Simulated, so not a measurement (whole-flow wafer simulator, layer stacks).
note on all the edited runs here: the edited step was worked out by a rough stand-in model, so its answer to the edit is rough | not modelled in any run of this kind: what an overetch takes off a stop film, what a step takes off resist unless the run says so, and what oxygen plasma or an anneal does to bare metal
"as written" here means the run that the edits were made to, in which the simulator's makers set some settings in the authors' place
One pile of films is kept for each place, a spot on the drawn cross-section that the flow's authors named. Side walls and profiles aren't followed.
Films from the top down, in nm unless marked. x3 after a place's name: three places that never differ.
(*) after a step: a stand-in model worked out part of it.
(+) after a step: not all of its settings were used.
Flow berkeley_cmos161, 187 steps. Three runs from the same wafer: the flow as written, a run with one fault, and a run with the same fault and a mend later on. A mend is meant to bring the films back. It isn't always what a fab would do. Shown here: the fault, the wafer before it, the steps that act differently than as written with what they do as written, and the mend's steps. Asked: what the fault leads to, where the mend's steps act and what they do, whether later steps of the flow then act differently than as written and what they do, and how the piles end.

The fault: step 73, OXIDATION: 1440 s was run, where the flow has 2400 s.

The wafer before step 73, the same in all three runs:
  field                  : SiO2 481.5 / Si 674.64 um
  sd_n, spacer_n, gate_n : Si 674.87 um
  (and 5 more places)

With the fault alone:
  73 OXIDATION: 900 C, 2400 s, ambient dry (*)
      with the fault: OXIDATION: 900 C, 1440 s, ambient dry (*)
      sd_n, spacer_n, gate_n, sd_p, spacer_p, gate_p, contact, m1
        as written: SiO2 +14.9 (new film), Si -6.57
        with the fault: SiO2 +10.8 (new film), Si -4.76
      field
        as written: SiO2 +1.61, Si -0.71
        with the fault: SiO2 +0.97, Si -0.43
  Later steps of the flow that act differently than as written (49 more steps differ only slightly, by at most 2% or 0.5 nm, whichever is larger, and aren't shown):
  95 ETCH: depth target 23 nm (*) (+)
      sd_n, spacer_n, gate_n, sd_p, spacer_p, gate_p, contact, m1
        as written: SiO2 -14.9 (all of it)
        with the fault: SiO2 -10.8 (all of it)
  At the end the piles differ from the flow's only slightly at the places that both follow, by at most 2% or 0.5 nm, whichever is larger.

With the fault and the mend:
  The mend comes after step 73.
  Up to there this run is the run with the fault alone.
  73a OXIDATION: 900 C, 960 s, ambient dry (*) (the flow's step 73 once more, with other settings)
      sd_n, spacer_n, gate_n, sd_p, spacer_p, gate_p, contact, m1
        SiO2 +4.11, Si -1.81
      field
        SiO2 +0.64, Si -0.28
  No later step of the flow acts differently than as written at any place that is followed.
  At the end the piles are the same as the flow's at every place that both follow.
